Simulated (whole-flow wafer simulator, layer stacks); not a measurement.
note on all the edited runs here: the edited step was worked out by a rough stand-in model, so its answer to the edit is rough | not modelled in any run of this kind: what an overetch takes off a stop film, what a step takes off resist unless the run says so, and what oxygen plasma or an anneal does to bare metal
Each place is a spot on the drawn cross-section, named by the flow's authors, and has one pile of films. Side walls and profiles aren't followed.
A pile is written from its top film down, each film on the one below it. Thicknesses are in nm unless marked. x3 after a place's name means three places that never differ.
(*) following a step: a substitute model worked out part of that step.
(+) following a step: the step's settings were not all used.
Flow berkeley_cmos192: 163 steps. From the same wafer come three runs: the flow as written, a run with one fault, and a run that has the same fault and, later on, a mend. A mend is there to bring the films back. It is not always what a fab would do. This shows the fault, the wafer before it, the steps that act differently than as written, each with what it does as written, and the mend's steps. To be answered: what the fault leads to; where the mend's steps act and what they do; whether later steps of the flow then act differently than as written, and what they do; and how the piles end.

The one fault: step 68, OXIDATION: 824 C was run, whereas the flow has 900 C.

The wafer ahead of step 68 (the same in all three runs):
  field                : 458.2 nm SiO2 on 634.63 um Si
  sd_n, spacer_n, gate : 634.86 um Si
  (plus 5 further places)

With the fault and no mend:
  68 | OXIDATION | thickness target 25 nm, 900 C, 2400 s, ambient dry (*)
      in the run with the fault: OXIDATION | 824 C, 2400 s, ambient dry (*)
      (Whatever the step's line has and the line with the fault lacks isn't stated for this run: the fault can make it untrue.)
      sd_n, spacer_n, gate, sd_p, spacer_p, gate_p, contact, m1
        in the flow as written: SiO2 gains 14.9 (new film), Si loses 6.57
        in the run with the fault: SiO2 gains 6.75 (new film), Si loses 2.97
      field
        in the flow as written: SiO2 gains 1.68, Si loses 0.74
        in the run with the fault: SiO2 gains 0.39, Si loses 0.17
  Steps further on in the flow that do not act as written (40 more steps, not shown, differ only slightly: by at most 2% or 0.5 nm, whichever is larger):
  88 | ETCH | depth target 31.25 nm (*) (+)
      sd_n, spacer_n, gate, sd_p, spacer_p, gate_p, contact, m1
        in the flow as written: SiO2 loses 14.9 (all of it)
        in the run with the fault: SiO2 loses 6.75 (all of it)
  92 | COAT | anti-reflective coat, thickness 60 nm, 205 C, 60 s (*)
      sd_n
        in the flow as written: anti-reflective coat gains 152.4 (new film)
        in the run with the fault: anti-reflective coat gains 149.2 (new film)
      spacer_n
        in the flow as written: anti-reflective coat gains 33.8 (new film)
        in the run with the fault: anti-reflective coat gains 34.9 (new film)
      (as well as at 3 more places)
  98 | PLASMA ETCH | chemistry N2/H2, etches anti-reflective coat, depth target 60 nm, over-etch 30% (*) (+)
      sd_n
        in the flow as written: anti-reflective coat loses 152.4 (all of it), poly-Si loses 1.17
        in the run with the fault: anti-reflective coat loses 149.2 (all of it), poly-Si loses 1.15
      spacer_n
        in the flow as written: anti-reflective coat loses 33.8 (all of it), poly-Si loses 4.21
        in the run with the fault: anti-reflective coat loses 34.9 (all of it), poly-Si loses 4.08
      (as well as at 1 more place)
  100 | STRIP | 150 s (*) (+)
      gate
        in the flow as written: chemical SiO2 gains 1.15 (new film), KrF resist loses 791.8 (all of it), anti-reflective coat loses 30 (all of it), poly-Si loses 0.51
        in the run with the fault: chemical SiO2 gains 1.15 (new film), KrF resist loses 788.2 (all of it), anti-reflective coat loses 31.2 (all of it), poly-Si loses 0.51
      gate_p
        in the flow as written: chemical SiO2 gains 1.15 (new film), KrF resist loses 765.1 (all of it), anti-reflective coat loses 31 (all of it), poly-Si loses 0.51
        in the run with the fault: chemical SiO2 gains 1.15 (new film), KrF resist loses 762.7 (all of it), anti-reflective coat loses 31.9 (all of it), poly-Si loses 0.51
  When the end is reached, the piles differ only a little from the flow's at the places that both follow, at most by 2% or 0.5 nm, whichever is larger.

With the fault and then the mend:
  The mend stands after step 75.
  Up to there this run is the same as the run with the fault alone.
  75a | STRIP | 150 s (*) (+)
      sd_p
        KrF resist loses 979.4 (all of it)
      spacer_p
        KrF resist loses 960.6 (all of it)
      gate_p
        KrF resist loses 959.7 (all of it)
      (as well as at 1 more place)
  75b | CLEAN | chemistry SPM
      leaves every film unchanged at each place that is followed
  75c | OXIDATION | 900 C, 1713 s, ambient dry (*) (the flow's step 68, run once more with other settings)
      sd_n, spacer_n, gate, sd_p, spacer_p, gate_p, contact, m1
        SiO2 gains 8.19, Si loses 3.6
      field
        SiO2 gains 1.2, Si loses 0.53
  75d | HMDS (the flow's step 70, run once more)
      leaves every film unchanged at each place that is followed
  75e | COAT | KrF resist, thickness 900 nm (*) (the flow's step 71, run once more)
      spacer_n, gate
        KrF resist gains 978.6 (new film)
      field
        KrF resist gains 842.4 (new film)
      sd_n
        KrF resist gains 1013.2 (new film)
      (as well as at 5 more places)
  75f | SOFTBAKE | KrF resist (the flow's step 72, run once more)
      leaves every film unchanged at each place that is followed
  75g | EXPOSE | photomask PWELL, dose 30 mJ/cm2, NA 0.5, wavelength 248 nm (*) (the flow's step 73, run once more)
      leaves every film unchanged at each place that is followed
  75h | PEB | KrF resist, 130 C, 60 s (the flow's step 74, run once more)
      sd_n, m1
        KrF resist loses 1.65
      spacer_n, gate
        KrF resist loses 1.58
      spacer_p, gate_p
        KrF resist loses 1.57
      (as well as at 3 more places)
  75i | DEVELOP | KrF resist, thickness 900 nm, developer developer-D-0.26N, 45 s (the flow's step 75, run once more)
      sd_p, spacer_p, gate_p, m1
        KrF resist loses 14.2
      spacer_n, gate
        KrF resist loses 977 (all of it)
      field
        KrF resist loses 841.1 (all of it)
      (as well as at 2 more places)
  Later steps of the flow that are run all act as written at every place that is followed, up to a difference of at most 2% or 0.5 nm, whichever is larger.
  When the end is reached, the piles differ only a little from the flow's at the places that both follow, at most by 2% or 0.5 nm, whichever is larger.
